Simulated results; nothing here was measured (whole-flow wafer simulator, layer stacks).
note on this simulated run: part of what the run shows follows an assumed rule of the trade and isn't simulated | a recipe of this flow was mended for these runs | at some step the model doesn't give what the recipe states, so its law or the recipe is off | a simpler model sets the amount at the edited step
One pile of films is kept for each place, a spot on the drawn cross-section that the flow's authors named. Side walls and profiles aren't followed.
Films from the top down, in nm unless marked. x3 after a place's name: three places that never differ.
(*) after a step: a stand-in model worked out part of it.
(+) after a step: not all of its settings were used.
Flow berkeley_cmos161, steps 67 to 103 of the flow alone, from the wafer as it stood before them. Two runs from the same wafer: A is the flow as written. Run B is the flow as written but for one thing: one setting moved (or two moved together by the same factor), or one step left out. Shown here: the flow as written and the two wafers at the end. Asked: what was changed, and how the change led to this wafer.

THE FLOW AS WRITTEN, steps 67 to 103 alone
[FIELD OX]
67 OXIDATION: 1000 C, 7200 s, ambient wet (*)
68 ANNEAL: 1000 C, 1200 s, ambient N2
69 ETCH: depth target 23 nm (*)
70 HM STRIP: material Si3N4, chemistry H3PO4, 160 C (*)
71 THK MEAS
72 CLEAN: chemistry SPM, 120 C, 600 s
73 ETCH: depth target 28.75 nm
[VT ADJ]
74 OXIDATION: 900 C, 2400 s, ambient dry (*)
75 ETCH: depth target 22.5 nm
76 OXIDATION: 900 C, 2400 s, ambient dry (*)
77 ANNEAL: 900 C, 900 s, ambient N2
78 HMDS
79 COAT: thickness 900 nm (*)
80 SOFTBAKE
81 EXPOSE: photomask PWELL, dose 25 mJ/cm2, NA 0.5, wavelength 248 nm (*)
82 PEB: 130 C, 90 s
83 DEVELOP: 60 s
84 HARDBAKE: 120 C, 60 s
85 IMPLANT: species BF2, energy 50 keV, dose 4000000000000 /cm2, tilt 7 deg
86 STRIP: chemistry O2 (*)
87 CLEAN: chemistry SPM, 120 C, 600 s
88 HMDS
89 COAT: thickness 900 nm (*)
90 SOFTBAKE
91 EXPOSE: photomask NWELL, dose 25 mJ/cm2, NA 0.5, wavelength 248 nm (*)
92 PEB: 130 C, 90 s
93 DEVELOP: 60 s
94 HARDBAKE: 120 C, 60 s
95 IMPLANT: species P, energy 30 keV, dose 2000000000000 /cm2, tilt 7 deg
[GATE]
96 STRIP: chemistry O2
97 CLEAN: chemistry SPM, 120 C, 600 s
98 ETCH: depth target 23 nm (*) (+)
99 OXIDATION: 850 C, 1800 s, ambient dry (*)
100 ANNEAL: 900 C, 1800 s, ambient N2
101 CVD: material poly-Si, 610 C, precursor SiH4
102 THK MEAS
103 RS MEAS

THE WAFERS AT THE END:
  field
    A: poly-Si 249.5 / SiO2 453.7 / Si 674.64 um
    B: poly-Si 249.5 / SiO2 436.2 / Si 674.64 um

The cause: step 70, HM STRIP: 171 C was run, where the flow has 160 C.

How the change led to this, step by step:
  70 HM STRIP: material Si3N4, chemistry H3PO4, 160 C (*)
      sd_n, spacer_n, gate_n, sd_p, spacer_p, gate_p, contact, m1: A Si3N4 -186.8 (all of it), SiO2 -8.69 | B Si3N4 -186.8 (all of it), SiO2 -23.1
      field: A SiO2 -14.5 | B SiO2 -32.2
  73 ETCH: depth target 28.75 nm
      spacer_n, gate_n, spacer_p, gate_p, contact, m1: A SiO2 -17.9 (all of it) | B SiO2 -3.4 (all of it)
      sd_n, sd_p: A SiO2 -18.1 (all of it) | B SiO2 -3.65 (all of it)
